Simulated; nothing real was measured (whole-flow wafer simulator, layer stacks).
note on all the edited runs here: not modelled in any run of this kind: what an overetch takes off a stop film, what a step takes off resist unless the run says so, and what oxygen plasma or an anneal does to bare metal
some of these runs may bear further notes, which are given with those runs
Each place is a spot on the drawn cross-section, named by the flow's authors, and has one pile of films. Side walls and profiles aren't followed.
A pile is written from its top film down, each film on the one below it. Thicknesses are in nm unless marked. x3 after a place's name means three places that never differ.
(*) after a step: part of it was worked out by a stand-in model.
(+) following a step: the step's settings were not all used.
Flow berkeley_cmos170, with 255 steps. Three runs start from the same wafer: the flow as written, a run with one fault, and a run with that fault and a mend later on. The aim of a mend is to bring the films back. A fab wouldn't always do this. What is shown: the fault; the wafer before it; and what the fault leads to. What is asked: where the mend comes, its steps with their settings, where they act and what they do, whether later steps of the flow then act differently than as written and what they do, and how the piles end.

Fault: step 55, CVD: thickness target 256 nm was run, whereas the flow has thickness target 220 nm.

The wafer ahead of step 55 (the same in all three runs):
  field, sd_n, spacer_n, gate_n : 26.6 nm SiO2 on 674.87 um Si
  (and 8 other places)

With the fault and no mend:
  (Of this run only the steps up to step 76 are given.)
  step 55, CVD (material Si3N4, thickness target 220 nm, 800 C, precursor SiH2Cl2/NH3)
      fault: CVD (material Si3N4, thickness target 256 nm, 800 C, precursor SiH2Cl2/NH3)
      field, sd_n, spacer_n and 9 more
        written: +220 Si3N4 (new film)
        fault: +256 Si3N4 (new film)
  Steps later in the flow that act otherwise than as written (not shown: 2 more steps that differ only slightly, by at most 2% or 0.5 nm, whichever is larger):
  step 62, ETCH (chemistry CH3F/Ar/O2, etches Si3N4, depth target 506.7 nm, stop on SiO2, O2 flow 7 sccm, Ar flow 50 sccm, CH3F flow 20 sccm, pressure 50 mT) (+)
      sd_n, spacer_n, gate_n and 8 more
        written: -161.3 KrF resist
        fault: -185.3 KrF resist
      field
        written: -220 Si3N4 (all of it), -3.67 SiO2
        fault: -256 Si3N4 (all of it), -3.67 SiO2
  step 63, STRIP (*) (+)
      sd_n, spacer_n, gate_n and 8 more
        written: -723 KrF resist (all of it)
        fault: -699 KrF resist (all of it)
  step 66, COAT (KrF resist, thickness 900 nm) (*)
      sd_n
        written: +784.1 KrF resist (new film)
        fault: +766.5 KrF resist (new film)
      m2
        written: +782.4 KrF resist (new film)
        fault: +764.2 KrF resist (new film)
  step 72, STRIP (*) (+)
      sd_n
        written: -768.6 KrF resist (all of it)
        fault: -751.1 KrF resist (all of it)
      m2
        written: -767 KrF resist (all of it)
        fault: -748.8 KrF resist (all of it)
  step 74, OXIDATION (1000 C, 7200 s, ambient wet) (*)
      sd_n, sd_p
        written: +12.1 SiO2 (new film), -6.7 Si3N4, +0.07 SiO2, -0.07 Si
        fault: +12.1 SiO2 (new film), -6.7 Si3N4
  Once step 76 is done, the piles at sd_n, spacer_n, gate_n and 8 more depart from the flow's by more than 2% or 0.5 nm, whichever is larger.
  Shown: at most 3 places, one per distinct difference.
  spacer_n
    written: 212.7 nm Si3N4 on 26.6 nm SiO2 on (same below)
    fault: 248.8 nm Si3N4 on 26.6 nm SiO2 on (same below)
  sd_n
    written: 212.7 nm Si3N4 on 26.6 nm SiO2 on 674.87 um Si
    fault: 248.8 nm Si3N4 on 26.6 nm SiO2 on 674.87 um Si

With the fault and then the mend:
  The mend stands after step 55.
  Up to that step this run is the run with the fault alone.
  step 55a, ETCH (chemistry h3po4, depth target 36 nm)
      field, sd_n, spacer_n and 9 more
        -36 Si3N4
  None of the later steps of the flow acts differently than as written at any place that is followed.
  At every place that both follow, the piles at the end match the flow's.
